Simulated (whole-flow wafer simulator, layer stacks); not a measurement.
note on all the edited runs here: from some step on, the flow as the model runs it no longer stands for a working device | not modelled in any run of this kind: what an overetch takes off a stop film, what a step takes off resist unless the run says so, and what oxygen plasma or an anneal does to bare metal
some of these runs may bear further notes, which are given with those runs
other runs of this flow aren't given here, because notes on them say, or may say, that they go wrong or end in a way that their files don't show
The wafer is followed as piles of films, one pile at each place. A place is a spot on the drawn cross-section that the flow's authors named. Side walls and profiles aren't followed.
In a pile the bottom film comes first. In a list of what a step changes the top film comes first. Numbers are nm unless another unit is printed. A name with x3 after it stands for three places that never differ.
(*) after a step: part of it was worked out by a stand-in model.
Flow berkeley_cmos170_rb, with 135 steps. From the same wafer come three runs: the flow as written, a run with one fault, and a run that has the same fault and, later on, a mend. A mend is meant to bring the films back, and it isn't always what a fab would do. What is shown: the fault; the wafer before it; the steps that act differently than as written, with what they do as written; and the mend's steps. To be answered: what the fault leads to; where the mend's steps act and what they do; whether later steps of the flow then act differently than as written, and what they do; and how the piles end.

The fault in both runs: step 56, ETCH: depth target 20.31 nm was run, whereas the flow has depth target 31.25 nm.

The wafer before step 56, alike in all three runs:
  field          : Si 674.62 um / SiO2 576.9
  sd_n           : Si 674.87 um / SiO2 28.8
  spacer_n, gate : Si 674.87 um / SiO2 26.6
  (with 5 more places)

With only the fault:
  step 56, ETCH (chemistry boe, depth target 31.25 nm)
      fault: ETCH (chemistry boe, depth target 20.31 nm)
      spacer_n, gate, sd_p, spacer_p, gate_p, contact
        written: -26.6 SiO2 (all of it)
        fault: -20.3 SiO2
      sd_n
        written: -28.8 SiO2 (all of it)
        fault: -20.3 SiO2
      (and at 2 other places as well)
  Later steps of the flow acting differently than as written (31 other steps are not shown; they differ only slightly, by no more than 2% or 0.5 nm, whichever is larger):
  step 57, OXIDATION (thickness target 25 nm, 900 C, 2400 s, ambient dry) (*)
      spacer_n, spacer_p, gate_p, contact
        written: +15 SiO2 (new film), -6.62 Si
        fault: +12.9 SiO2, -5.66 Si
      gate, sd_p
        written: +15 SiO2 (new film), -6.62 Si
        fault: +12.8 SiO2, -5.65 Si
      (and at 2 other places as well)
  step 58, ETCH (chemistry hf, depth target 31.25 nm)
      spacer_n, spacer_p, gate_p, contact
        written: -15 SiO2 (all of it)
        fault: -19.1 SiO2 (all of it)
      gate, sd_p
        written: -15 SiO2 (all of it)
        fault: -19.2 SiO2 (all of it)
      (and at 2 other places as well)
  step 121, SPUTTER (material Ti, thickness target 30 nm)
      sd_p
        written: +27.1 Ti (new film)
        fault: +25.1 Ti (new film)
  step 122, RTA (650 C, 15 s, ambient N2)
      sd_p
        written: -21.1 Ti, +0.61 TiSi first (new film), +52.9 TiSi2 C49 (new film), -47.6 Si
        fault: -19.6 Ti, +49.8 TiSi2 C49 (new film), -44.5 Si
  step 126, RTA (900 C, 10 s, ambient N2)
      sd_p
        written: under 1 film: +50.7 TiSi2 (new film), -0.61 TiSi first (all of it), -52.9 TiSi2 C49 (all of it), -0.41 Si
        fault: under 1 film: +46.9 TiSi2 (new film), -49.8 TiSi2 C49 (all of it)
  The piles end different from the flow's at sd_p by more than 2% or 0.5 nm, whichever is larger.
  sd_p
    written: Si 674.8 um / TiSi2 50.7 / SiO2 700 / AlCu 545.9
    fault: Si 674.81 um / TiSi2 46.9 / SiO2 700 / AlCu 541.4

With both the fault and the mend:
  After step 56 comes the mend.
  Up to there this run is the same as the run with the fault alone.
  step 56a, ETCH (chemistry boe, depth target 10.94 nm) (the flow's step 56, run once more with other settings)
      spacer_n, spacer_p, gate_p, contact
        -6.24 SiO2 (all of it)
      gate, sd_p
        -6.32 SiO2 (all of it)
      field
        -10.9 SiO2
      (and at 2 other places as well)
  None of the later steps of the flow differs from how it acts as written, at any place that is followed, by more than 2% or 0.5 nm, whichever is larger.
  By the end, the piles equal the flow's at every place that both follow.
